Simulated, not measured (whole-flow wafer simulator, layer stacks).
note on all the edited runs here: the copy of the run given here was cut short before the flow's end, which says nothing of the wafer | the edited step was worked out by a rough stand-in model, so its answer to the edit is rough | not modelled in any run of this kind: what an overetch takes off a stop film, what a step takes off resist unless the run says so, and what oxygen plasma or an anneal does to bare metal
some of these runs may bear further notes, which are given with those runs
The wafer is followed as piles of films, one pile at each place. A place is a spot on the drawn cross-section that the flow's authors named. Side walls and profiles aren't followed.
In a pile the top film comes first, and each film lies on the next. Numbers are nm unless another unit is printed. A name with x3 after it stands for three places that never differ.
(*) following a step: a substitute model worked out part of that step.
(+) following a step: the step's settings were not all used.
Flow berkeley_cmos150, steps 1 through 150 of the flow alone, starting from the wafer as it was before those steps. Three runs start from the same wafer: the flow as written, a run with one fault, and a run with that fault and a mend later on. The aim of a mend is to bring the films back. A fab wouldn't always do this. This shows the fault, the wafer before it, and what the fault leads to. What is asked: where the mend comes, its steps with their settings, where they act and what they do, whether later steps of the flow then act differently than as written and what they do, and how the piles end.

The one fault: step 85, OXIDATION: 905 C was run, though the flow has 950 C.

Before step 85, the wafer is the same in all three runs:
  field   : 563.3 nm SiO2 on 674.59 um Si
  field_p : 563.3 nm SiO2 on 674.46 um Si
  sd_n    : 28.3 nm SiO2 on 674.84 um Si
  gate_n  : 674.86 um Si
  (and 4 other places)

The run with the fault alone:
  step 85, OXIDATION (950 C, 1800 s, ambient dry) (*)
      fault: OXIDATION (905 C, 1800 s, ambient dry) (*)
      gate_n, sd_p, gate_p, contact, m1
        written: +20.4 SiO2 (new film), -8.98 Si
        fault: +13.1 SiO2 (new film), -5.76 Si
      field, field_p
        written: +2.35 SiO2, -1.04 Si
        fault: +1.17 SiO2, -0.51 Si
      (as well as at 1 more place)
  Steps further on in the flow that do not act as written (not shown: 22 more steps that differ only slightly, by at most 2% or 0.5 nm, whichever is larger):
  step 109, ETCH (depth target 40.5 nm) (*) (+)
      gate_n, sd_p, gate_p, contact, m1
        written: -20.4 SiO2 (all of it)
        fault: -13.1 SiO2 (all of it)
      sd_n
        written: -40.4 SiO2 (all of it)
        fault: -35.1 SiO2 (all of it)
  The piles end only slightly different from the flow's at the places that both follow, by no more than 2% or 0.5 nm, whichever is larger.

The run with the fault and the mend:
  After step 87 comes the mend.
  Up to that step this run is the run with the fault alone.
  step 87a, OXIDATION (950 C, 800 s, ambient dry) (*) (a further turn of the flow's step 85, with different settings)
      gate_n, sd_p, gate_p, contact, m1
        +7.31 SiO2, -3.22 Si
      field, field_p
        +1.04 SiO2, -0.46 Si
      sd_n
        +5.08 SiO2, -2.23 Si
  None of the later steps of the flow differs from how it acts as written, at any place that is followed, by more than 2% or 0.5 nm, whichever is larger.
  The piles end only slightly different from the flow's at the places that both follow, by no more than 2% or 0.5 nm, whichever is larger.
